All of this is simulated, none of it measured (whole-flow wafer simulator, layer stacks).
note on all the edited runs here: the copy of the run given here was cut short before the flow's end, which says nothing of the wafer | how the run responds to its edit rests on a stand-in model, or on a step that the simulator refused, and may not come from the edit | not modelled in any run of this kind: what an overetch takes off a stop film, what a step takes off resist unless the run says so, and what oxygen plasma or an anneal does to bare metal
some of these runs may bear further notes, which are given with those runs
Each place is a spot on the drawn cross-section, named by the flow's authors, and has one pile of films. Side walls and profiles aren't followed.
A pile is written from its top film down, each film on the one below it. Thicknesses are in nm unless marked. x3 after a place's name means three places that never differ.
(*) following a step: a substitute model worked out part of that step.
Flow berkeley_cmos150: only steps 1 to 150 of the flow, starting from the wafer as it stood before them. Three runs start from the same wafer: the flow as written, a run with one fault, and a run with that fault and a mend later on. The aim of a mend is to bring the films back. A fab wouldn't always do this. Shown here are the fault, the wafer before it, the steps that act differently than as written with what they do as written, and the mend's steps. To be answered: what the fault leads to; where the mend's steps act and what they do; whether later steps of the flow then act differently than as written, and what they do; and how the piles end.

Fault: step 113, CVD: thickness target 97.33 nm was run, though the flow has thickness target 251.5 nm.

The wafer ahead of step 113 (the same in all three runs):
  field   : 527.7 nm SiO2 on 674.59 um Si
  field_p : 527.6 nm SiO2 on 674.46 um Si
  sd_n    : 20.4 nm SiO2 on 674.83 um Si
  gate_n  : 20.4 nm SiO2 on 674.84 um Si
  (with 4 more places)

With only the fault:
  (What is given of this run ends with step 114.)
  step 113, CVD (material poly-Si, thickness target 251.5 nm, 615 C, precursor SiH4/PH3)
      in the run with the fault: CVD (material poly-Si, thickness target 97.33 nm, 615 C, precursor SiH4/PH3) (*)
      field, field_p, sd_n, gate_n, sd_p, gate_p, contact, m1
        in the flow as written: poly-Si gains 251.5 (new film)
        in the run with the fault: poly-Si gains 97.3 (new film)
  None of the later steps of the flow up to step 114 acts differently than as written at any place that is followed.
  After step 114, at field, field_p, sd_n, gate_n, sd_p, gate_p, contact, m1, the piles differ from the flow's by more than 2% or 0.5 nm, whichever is larger.
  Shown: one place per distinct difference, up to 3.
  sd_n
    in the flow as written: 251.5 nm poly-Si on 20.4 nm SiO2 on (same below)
    in the run with the fault: 97.3 nm poly-Si on 20.4 nm SiO2 on (same below)
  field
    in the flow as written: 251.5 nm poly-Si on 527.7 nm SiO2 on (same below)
    in the run with the fault: 97.3 nm poly-Si on 527.7 nm SiO2 on (same below)
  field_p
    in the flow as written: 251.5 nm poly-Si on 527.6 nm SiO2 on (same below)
    in the run with the fault: 97.3 nm poly-Si on 527.6 nm SiO2 on (same below)

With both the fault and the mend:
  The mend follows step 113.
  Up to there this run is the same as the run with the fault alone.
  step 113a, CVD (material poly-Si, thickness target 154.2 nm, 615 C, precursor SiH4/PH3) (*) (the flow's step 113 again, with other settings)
      field, field_p, sd_n, gate_n, sd_p, gate_p, contact, m1
        poly-Si gains 154.2
  None of the later steps of the flow differs from how it acts as written, at any place that is followed, by more than 2% or 0.5 nm, whichever is larger.
  The piles end only slightly different from the flow's at the places that both follow, by no more than 2% or 0.5 nm, whichever is larger.
